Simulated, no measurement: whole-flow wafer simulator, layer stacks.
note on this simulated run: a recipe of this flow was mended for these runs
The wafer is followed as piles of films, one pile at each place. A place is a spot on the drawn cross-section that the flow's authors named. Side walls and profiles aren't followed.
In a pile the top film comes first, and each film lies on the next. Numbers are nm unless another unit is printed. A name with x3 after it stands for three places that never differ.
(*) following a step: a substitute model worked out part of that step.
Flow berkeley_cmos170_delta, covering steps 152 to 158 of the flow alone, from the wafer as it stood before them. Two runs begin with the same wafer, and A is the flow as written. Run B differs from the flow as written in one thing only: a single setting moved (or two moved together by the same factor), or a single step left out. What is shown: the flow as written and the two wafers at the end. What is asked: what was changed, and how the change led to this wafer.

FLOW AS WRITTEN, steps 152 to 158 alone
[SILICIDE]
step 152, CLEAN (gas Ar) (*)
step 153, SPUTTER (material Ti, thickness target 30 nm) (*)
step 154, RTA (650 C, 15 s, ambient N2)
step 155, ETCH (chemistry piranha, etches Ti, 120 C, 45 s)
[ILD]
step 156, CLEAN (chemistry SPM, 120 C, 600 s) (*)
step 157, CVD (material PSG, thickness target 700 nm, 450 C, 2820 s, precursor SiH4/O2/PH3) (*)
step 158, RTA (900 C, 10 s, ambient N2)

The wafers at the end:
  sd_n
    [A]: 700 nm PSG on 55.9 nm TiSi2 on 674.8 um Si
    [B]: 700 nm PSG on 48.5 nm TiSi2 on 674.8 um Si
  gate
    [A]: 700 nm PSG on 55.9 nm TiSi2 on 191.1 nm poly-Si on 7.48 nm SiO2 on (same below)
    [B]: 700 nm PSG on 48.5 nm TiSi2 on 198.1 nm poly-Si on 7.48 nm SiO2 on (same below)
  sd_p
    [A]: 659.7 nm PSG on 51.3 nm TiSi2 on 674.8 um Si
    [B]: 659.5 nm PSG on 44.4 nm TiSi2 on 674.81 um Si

What caused this: step 153, SPUTTER: thickness target 26 nm was run, whereas the flow has thickness target 30 nm.

Step by step, how the change led to this:
  step 153, SPUTTER (material Ti, thickness target 30 nm) (*)
      field, sd_n, spacer_n, gate, spacer_p, gate_p, contact x2: A Ti gains 30 (new film) | B Ti gains 26 (new film)
      sd_p: A Ti gains 27.5 (new film) | B Ti gains 23.8 (new film)
  step 154, RTA (650 C, 15 s, ambient N2)
      sd_n, contact x2: A Ti loses 23.4, TiSi first gains 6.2 (new film), TiSi2 C49 gains 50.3 (new film), Si loses 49 | B Ti loses 20.3, TiSi2 C49 gains 51.6 (new film), Si loses 46
      gate, gate_p: A Ti loses 23.4, TiSi first gains 6.2 (new film), TiSi2 C49 gains 50.3 (new film), poly-Si loses 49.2 | B Ti loses 20.3, TiSi2 C49 gains 51.6 (new film), poly-Si loses 46.2
      (also at 1 further place)
  step 155, ETCH (chemistry piranha, etches Ti, 120 C, 45 s)
      sd_n, gate, gate_p, contact x2: A Ti loses 6.6 (all of it), TiSi first loses 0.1 | B Ti loses 5.72 (all of it), TiSi2 C49 loses 0.1
      sd_p: A Ti loses 6.05 (all of it), TiSi first loses 0.1 | B Ti loses 5.25 (all of it), TiSi2 C49 loses 0.1
      (also at 3 further places)
  step 158, RTA (900 C, 10 s, ambient N2)
      sd_n, contact x2: A under 1 film: TiSi2 gains 55.9 (new film), TiSi first loses 6.09 (all of it), TiSi2 C49 loses 50.3 (all of it), Si loses 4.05 | B under 1 film: TiSi2 gains 48.5 (new film), TiSi2 C49 loses 51.5 (all of it)
      gate, gate_p: A under 1 film: TiSi2 gains 55.9 (new film), TiSi first loses 6.09 (all of it), TiSi2 C49 loses 50.3 (all of it), poly-Si loses 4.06 | B under 1 film: TiSi2 gains 48.5 (new film), TiSi2 C49 loses 51.5 (all of it)
      (also at 1 further place)
